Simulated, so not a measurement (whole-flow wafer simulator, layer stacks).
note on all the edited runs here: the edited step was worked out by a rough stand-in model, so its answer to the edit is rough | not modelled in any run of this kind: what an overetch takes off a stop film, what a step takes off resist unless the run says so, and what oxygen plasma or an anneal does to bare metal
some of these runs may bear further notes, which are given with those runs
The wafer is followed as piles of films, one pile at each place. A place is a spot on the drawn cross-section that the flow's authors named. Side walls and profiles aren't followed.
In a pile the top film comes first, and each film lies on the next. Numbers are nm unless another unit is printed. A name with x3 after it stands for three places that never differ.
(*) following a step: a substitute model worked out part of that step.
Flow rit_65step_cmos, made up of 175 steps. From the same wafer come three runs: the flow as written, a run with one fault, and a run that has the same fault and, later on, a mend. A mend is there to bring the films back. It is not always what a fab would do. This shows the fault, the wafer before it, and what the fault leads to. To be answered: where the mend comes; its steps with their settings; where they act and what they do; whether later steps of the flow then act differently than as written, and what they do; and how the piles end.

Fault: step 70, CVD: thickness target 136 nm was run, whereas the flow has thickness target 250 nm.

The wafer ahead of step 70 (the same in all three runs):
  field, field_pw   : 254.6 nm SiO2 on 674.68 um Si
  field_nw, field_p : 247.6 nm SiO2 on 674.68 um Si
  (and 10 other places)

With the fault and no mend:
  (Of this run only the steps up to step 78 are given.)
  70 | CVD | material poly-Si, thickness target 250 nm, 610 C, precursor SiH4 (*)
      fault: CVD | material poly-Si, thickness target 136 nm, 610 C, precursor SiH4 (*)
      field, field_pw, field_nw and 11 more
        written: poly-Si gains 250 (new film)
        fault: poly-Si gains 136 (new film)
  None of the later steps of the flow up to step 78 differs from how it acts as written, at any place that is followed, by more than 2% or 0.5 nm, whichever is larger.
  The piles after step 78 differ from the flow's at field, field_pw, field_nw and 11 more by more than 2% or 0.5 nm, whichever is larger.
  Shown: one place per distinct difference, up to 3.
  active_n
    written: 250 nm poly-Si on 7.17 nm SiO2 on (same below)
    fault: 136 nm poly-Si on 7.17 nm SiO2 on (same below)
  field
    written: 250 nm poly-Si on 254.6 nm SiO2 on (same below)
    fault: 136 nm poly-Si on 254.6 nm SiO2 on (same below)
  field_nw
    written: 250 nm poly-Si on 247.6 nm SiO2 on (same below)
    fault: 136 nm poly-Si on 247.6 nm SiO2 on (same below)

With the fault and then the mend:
  After step 71 comes the mend.
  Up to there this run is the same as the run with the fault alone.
  71a | ETCH | chemistry tmah, depth target 156.4 nm
      field, field_pw, field_nw and 11 more
        poly-Si loses 136 (all of it)
  71b | CLEAN | chemistry SC2, 75 C, 600 s (a further turn of the flow's step 66)
      leaves every film unchanged at each place that is followed
  71c | CVD | material poly-Si, thickness target 250 nm, 610 C, precursor SiH4 (*) (a further turn of the flow's step 70)
      field, field_pw, field_nw and 11 more
        poly-Si gains 250 (new film)
  None of the later steps of the flow acts differently than as written at any place that is followed.
  The piles end the same as the flow's at every place that both follow.
